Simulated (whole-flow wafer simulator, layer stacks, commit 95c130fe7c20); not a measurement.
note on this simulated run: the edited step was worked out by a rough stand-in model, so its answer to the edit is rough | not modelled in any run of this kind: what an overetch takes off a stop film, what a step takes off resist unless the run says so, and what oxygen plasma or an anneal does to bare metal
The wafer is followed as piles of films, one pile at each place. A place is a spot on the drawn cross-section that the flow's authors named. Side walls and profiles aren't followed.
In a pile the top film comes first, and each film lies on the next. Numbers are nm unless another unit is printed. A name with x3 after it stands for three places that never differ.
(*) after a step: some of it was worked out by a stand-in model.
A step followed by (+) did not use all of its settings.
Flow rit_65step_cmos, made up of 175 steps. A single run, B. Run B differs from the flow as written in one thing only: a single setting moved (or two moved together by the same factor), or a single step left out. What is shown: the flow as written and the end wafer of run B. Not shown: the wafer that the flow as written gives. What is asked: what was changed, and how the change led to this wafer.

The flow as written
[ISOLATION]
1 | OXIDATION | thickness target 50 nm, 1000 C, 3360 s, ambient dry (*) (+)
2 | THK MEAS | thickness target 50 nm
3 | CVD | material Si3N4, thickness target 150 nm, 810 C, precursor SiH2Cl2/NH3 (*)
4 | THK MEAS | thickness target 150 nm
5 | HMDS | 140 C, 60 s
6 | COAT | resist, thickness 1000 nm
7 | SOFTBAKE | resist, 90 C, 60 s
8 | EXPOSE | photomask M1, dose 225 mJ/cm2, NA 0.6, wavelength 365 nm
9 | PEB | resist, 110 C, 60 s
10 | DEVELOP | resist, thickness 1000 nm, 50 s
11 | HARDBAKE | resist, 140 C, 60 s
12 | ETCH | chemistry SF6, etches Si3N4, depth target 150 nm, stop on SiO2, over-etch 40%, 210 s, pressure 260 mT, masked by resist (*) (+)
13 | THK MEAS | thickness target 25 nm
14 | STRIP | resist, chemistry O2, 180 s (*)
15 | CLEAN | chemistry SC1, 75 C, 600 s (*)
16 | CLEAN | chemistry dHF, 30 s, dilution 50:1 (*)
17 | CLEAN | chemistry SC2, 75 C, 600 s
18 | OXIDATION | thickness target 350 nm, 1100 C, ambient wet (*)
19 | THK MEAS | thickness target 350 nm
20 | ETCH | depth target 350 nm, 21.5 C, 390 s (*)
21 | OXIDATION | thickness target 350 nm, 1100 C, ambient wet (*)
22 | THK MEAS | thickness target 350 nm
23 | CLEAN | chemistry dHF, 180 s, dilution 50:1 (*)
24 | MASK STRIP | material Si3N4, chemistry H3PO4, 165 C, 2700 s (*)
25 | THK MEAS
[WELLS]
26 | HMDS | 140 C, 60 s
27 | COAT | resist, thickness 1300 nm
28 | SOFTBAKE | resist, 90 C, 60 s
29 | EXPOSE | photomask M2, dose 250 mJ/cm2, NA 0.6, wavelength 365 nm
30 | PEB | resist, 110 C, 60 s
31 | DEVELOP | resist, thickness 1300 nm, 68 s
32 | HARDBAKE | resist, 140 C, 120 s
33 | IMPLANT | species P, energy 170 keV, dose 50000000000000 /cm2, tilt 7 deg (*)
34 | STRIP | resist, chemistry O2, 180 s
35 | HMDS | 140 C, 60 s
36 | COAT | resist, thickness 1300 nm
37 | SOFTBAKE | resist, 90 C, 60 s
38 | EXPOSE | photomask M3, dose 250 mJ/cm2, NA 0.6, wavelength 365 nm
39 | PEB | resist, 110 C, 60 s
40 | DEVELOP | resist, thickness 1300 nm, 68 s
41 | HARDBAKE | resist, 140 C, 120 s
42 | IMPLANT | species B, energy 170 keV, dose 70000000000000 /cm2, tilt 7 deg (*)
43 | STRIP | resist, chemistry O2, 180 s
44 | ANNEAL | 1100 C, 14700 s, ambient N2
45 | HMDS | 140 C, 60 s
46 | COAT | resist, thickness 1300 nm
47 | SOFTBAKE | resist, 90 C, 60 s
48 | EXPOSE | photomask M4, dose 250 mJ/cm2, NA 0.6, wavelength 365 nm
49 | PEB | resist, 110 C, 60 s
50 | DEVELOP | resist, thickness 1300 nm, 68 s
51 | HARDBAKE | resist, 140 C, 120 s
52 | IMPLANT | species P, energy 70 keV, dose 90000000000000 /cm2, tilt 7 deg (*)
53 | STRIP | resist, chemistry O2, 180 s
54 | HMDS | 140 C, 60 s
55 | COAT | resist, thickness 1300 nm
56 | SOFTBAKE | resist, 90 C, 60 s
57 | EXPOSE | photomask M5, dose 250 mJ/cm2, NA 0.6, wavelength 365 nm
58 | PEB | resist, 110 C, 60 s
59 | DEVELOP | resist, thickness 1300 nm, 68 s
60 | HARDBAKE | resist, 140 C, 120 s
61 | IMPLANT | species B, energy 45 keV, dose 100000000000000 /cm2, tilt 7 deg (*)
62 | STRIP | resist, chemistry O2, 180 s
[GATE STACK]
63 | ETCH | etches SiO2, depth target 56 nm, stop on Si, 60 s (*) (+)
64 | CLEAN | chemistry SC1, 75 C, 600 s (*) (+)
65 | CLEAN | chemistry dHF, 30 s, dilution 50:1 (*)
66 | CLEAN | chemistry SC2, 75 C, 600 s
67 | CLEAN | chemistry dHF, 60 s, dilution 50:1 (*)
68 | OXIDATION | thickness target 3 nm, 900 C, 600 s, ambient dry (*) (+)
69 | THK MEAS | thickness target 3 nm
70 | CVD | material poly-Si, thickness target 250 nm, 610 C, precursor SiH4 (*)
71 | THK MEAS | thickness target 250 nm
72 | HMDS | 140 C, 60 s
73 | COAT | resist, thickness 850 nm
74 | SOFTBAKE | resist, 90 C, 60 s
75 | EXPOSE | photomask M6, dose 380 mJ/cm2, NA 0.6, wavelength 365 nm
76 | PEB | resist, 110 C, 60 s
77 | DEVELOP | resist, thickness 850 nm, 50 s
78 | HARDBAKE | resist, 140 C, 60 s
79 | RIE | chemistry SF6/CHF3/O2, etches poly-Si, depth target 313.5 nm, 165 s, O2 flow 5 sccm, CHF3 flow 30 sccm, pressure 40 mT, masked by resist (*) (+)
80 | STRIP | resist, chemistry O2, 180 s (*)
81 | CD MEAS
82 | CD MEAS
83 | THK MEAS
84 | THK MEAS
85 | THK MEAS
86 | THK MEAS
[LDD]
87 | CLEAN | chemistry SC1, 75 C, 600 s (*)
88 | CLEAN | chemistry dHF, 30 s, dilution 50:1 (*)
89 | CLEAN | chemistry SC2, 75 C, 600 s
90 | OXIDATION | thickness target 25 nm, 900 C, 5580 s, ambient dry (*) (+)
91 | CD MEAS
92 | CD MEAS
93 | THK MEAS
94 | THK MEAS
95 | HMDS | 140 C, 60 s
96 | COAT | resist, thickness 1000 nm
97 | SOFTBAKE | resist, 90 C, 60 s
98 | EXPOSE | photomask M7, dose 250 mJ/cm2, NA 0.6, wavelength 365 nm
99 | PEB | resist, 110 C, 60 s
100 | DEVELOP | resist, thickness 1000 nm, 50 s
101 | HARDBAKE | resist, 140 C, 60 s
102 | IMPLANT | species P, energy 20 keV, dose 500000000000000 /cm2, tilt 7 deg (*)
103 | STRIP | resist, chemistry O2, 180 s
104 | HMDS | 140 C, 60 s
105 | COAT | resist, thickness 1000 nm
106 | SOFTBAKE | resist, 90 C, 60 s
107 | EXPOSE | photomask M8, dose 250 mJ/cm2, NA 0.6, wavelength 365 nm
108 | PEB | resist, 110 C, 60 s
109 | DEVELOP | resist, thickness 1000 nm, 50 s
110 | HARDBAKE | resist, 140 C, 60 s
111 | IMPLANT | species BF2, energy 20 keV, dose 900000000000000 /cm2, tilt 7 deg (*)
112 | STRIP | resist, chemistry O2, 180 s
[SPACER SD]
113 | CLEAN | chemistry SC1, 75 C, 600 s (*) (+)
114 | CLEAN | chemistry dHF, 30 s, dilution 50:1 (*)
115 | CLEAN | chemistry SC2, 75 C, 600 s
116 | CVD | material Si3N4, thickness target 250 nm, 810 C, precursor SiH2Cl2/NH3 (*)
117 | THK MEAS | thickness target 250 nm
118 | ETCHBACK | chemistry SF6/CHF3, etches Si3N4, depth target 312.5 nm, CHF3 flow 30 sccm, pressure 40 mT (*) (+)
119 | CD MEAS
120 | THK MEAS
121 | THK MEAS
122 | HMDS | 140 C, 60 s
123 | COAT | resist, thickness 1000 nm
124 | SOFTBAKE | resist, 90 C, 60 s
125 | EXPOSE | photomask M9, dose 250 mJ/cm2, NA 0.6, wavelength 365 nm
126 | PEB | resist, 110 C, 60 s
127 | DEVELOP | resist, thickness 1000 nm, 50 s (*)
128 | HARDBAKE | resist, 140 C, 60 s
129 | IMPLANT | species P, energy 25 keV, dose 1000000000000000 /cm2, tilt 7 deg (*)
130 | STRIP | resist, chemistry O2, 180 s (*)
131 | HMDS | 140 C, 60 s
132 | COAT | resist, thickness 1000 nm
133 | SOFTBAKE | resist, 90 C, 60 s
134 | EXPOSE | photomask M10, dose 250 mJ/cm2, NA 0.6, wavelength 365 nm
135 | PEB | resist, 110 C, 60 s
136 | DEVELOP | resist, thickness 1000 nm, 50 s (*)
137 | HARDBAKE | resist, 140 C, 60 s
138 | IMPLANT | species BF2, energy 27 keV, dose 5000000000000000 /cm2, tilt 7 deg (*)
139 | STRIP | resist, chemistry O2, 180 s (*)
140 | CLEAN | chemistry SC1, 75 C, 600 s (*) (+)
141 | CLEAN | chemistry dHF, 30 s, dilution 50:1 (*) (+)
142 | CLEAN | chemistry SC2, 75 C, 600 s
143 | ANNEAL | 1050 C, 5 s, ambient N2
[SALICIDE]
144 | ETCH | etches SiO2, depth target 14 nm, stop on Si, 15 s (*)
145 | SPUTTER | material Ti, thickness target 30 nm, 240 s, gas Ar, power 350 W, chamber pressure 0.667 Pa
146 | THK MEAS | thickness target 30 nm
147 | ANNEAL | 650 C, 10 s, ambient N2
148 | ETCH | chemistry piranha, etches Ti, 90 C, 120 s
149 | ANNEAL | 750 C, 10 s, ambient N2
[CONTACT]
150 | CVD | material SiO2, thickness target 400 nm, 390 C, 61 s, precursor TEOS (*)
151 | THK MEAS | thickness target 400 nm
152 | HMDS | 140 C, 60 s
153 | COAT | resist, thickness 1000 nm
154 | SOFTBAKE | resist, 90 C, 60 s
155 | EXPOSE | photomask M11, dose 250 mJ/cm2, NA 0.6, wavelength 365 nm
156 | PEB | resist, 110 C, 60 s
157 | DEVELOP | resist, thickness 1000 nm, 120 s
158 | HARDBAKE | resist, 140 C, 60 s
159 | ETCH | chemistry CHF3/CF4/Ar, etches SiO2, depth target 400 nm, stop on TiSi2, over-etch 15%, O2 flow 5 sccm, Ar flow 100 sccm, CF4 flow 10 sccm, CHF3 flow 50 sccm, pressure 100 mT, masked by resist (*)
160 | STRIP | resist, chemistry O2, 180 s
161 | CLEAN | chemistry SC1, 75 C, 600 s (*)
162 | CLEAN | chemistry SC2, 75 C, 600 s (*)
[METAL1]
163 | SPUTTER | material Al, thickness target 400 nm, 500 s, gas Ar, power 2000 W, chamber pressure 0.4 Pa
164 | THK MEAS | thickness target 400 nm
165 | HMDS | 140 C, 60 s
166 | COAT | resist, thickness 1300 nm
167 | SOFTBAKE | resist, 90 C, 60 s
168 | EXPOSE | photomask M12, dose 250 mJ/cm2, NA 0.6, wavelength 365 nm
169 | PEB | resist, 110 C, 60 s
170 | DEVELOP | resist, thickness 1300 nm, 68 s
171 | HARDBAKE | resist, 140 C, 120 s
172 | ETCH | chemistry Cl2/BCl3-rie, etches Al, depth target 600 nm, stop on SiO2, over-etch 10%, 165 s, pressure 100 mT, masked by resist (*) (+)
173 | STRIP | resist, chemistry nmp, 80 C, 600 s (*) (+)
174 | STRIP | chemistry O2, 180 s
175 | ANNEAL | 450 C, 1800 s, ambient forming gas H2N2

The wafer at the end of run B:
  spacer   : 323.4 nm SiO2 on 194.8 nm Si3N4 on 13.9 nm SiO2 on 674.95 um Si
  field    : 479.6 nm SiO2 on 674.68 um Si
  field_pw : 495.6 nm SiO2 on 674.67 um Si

Cause: step 150, CVD: thickness target 360 nm was run, while the flow as written has thickness target 400 nm.

How this came from the change, step by step:
  150 | CVD | material SiO2, thickness target 400 nm, 390 C, 61 s, precursor TEOS (*)
      field, field_pw, field_nw, field_p: SiO2 gains 360 (as written it would have been: SiO2 gains 400)
      spacer, spacer_p: SiO2 gains 360 (new film) (as written it would have been: SiO2 gains 400 (new film))
      (as well as at 2 more places)
  159 | ETCH | chemistry CHF3/CF4/Ar, etches SiO2, depth target 400 nm, stop on TiSi2, over-etch 15%, O2 flow 5 sccm, Ar flow 100 sccm, CF4 flow 10 sccm, CHF3 flow 50 sccm, pressure 100 mT, masked by resist (*)
      field, field_pw, field_nw, field_p, gate_n, gate_p, spacer, spacer_p: resist loses 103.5 (as written it would have been: resist loses 115)
